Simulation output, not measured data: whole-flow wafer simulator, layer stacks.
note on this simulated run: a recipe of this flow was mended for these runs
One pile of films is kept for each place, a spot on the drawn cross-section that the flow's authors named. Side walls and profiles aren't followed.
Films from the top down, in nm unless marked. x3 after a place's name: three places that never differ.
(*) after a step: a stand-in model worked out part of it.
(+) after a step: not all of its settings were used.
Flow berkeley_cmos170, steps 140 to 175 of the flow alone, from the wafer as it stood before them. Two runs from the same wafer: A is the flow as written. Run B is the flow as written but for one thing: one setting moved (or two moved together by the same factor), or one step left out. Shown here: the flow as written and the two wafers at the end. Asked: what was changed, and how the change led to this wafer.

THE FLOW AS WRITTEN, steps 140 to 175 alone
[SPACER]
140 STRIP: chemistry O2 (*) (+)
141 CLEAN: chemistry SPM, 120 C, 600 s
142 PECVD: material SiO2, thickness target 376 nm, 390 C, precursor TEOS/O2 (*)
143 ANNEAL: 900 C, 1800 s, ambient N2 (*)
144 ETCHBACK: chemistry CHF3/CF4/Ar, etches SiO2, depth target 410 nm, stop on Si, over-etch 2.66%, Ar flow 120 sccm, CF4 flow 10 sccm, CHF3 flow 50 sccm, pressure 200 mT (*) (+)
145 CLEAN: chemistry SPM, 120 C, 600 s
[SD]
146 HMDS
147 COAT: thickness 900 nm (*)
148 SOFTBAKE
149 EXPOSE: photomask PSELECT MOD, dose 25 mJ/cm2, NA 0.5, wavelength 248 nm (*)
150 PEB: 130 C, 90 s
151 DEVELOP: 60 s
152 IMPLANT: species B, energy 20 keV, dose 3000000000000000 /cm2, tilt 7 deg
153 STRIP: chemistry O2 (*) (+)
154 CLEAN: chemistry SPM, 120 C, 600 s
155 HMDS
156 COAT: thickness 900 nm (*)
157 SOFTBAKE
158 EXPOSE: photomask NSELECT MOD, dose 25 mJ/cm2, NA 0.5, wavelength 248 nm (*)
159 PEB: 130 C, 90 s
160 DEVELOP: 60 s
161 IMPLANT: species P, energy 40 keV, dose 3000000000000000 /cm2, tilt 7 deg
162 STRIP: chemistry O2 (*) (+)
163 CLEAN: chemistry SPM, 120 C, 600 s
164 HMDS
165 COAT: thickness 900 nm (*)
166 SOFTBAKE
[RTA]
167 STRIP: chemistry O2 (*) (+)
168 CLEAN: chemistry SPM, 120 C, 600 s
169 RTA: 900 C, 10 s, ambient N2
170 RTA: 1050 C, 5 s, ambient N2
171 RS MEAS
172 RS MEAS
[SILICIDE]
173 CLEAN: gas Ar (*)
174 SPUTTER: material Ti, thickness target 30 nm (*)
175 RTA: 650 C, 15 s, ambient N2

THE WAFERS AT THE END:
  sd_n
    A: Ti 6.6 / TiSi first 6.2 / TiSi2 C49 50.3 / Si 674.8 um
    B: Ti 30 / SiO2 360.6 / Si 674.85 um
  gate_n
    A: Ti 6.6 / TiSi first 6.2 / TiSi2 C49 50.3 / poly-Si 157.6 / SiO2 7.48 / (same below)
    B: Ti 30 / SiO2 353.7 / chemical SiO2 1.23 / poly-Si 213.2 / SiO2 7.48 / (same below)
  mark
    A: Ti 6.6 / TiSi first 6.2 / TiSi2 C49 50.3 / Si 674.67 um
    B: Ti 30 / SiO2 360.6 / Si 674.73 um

The cause: step 144, ETCHBACK: chemistry CHF3/CF4/Ar, etches SiO2, depth target 410 nm, stop on Si, over-etch 2.66%, Ar flow 120 sccm, CF4 flow 10 sccm, CHF3 flow 50 sccm, pressure 200 mT (*) (+), was left out.

How the change led to this, step by step:
  145 CLEAN: chemistry SPM, 120 C, 600 s
      mark, sd_n, sd_p, contact, m1, via1, m2, via2: A chemical SiO2 +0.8 (new film), Si -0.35 | B nothing
      gate_n, gate_p: A chemical SiO2 +0.8 (new film), poly-Si -0.35 | B nothing
  147 COAT: thickness 900 nm (*)
      sd_n: A KrF-resist +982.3 (new film) | B KrF-resist +1007.7 (new film)
      spacer_n: A KrF-resist +821 (new film) | B KrF-resist +1029.3 (new film)
      (and at 4 more places)
  150 PEB: 130 C, 90 s
      spacer_n: A KrF-resist -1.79 | B KrF-resist -2.35
      spacer_p: A KrF-resist -1.78 | B KrF-resist -2.32
  151 DEVELOP: 60 s
      sd_p: A KrF-resist -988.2 (all of it) | B KrF-resist -1010.7 (all of it)
      spacer_p: A KrF-resist -813.2 (all of it) | B KrF-resist -1016.2 (all of it)
      (and at 1 more place)
  153 STRIP: chemistry O2 (*) (+)
      sd_n: A KrF-resist -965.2 (all of it), chemical SiO2 +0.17, Si -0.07 | B KrF-resist -990.5 (all of it)
      gate_n: A KrF-resist -771.3 (all of it), chemical SiO2 +0.17, poly-Si -0.07 | B KrF-resist -802.2 (all of it)
      (and at 1 more place)
  156 COAT: thickness 900 nm (*)
      sd_n: A KrF-resist +982.3 (new film) | B KrF-resist +1007.7 (new film)
      spacer_n: A KrF-resist +821.1 (new film) | B KrF-resist +1029.3 (new film)
      (and at 4 more places)
  159 PEB: 130 C, 90 s
      spacer_n: A KrF-resist -1.79 | B KrF-resist -2.35
      spacer_p: A KrF-resist -1.78 | B KrF-resist -2.32
  160 DEVELOP: 60 s
      sd_n: A KrF-resist -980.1 (all of it) | B KrF-resist -1005.4 (all of it)
      spacer_n: A KrF-resist -819.3 (all of it) | B KrF-resist -1027 (all of it)
      (and at 1 more place)
  162 STRIP: chemistry O2 (*) (+)
      sd_p: A KrF-resist -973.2 (all of it), chemical SiO2 +0.07 | B KrF-resist -995.7 (all of it)
      gate_p: A KrF-resist -765.1 (all of it), chemical SiO2 +0.07 | B KrF-resist -791.7 (all of it)
      (and at 1 more place)
  165 COAT: thickness 900 nm (*)
      sd_n: A KrF-resist +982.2 (new film) | B KrF-resist +1007.7 (new film)
      spacer_n: A KrF-resist +821.1 (new film) | B KrF-resist +1029.3 (new film)
      (and at 4 more places)
  167 STRIP: chemistry O2 (*) (+)
      sd_n: A KrF-resist -982.2 (all of it), chemical SiO2 +0.06 | B KrF-resist -1007.7 (all of it)
      gate_n: A KrF-resist -787.9 (all of it), chemical SiO2 +0.06, poly-Si -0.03 | B KrF-resist -818.9 (all of it)
      (and at 4 more places)
  173 CLEAN: gas Ar (*)
      sd_n, sd_p, contact, m1, via1, m2, via2: A chemical SiO2 -1.29 (all of it) | B SiO2 -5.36
      gate_n, gate_p: A chemical SiO2 -1.29 (all of it), poly-Si -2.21 | B SiO2 -5.36
      (and at 1 more place)
  175 RTA: 650 C, 15 s, ambient N2
      mark, sd_n, sd_p, contact, m1, via1, m2, via2: A Ti -23.4, TiSi first +6.2 (new film), TiSi2 C49 +50.3 (new film), Si -49 | B nothing
      gate_n, gate_p: A Ti -23.4, TiSi first +6.2 (new film), TiSi2 C49 +50.3 (new film), poly-Si -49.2 | B nothing
